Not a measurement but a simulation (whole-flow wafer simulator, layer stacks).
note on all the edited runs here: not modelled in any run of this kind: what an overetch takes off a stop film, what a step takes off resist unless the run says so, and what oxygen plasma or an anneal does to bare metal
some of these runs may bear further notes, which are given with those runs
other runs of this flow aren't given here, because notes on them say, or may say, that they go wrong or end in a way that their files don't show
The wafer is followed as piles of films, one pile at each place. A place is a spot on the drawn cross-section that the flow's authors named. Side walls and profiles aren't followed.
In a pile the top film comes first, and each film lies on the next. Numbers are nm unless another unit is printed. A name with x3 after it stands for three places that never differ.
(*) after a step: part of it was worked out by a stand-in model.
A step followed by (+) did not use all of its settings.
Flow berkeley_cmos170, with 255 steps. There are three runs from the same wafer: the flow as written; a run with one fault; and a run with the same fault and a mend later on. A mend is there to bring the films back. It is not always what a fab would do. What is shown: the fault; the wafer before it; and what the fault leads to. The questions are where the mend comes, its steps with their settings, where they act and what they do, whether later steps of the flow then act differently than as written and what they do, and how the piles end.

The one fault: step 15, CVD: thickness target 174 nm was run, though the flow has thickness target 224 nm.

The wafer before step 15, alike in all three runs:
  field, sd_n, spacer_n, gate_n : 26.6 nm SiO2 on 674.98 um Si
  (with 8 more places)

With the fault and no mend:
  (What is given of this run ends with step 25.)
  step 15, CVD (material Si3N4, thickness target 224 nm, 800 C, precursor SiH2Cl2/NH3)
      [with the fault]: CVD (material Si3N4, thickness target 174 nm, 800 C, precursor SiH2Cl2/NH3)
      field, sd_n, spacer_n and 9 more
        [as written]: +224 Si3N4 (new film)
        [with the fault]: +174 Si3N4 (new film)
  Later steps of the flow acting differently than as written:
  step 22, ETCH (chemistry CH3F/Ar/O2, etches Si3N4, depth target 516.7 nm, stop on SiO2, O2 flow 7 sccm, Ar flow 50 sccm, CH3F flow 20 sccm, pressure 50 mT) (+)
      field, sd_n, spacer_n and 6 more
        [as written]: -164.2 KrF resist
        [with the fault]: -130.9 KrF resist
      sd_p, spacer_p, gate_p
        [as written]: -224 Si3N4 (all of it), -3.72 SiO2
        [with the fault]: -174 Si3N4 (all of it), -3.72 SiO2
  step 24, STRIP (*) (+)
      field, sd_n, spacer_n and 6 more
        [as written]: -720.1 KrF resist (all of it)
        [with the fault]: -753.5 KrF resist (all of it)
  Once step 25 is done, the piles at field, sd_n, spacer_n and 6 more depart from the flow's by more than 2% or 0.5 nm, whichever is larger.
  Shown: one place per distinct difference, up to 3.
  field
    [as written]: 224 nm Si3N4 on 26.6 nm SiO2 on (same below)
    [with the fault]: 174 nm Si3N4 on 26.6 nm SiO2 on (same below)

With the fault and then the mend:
  The mend follows step 21.
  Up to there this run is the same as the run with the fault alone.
  step 21a, STRIP (*) (+)
      field, sd_n, spacer_n and 6 more
        -884.4 KrF resist (all of it)
  step 21b, CLEAN (chemistry SPM)
      leaves every film unchanged at each place that is followed
  step 21c, CVD (material Si3N4, thickness target 50 nm, 800 C, precursor SiH2Cl2/NH3) (a further turn of the flow's step 15, with different settings)
      field, sd_n, spacer_n and 9 more
        +50 Si3N4
  step 21d, HMDS (a further turn of the flow's step 16)
      leaves every film unchanged at each place that is followed
  step 21e, COAT (KrF resist, thickness 900 nm) (a further turn of the flow's step 17)
      field, sd_n, spacer_n and 9 more
        +900 KrF resist (new film)
  step 21f, SOFTBAKE (KrF resist) (a further turn of the flow's step 18)
      leaves every film unchanged at each place that is followed
  step 21g, EXPOSE (photomask NWELL, dose 25 mJ/cm2, NA 0.5, wavelength 248 nm) (*) (a further turn of the flow's step 19)
      leaves every film unchanged at each place that is followed
  step 21h, PEB (KrF resist, 130 C) (a further turn of the flow's step 20)
      field, sd_n, spacer_n and 9 more
        -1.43 KrF resist
  step 21i, DEVELOP (KrF resist, thickness 900 nm, developer developer-D-0.26N) (a further turn of the flow's step 21)
      field, sd_n, spacer_n and 6 more
        -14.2 KrF resist
      sd_p, spacer_p, gate_p
        -898.6 KrF resist (all of it)
  Every later step of the flow that is run acts as written at every place that is followed.
  The piles end the same as the flow's at every place that both follow.
